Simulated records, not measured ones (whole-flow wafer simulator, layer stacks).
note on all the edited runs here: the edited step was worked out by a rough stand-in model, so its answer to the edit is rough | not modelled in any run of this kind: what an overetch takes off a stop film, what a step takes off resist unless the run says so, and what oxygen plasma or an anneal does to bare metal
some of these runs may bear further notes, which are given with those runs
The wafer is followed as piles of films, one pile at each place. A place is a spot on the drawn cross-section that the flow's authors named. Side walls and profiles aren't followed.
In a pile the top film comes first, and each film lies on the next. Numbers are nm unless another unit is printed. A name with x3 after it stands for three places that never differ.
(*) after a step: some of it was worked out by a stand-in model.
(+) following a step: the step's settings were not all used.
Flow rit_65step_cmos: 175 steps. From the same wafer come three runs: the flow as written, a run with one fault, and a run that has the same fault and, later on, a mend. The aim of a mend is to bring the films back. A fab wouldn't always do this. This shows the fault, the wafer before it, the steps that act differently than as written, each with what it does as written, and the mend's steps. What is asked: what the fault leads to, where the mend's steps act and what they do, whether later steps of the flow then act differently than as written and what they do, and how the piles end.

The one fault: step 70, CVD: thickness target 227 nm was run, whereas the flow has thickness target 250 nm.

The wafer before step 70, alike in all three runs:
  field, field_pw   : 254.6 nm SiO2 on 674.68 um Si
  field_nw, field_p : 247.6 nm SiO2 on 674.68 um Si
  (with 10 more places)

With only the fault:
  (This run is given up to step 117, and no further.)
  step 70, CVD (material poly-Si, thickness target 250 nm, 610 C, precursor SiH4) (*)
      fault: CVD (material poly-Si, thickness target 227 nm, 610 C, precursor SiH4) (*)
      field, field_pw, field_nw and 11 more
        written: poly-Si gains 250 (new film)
        fault: poly-Si gains 227 (new film)
  Later steps of the flow acting differently than as written (4 more steps, not shown, differ only slightly: by at most 2% or 0.5 nm, whichever is larger):
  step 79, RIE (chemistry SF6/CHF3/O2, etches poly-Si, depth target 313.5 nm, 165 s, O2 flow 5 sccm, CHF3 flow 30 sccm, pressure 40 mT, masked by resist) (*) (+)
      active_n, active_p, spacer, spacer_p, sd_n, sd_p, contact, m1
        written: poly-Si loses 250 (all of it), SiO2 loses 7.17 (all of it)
        fault: poly-Si loses 227 (all of it), SiO2 loses 7.17 (all of it)
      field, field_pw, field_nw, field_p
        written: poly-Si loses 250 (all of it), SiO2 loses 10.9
        fault: poly-Si loses 227 (all of it), SiO2 loses 14.9
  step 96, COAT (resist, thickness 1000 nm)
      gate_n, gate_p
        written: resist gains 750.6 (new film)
        fault: resist gains 771.8 (new film)
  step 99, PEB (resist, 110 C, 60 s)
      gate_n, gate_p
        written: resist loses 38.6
        fault: resist loses 39.7
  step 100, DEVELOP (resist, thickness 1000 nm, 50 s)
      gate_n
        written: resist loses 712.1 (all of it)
        fault: resist loses 732.1 (all of it)
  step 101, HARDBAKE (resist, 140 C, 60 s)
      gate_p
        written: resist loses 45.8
        fault: resist loses 47.3
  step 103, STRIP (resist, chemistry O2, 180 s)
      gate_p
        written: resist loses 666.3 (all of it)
        fault: resist loses 684.8 (all of it)
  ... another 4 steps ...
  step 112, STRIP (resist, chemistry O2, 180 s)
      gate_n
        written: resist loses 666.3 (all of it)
        fault: resist loses 684.8 (all of it)
  After step 117, at gate_n, gate_p, the piles differ from the flow's by more than 2% or 0.5 nm, whichever is larger.
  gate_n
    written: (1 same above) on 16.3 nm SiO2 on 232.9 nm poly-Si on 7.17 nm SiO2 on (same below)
    fault: (1 same above) on 16.3 nm SiO2 on 209.9 nm poly-Si on 7.17 nm SiO2 on (same below)
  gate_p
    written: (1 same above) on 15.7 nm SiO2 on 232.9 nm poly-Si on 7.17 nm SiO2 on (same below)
    fault: (1 same above) on 15.7 nm SiO2 on 209.9 nm poly-Si on 7.17 nm SiO2 on (same below)

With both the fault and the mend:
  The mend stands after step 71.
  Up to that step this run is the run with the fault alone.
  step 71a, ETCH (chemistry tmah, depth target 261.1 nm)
      field, field_pw, field_nw and 11 more
        poly-Si loses 227 (all of it)
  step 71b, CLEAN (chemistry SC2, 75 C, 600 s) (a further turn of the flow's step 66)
      alters no film at any place that is followed
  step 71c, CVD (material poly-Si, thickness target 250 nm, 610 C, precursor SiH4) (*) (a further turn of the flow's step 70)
      field, field_pw, field_nw and 11 more
        poly-Si gains 250 (new film)
  None of the later steps of the flow acts differently than as written at any place that is followed.
  At every place that both follow, the piles at the end match the flow's.
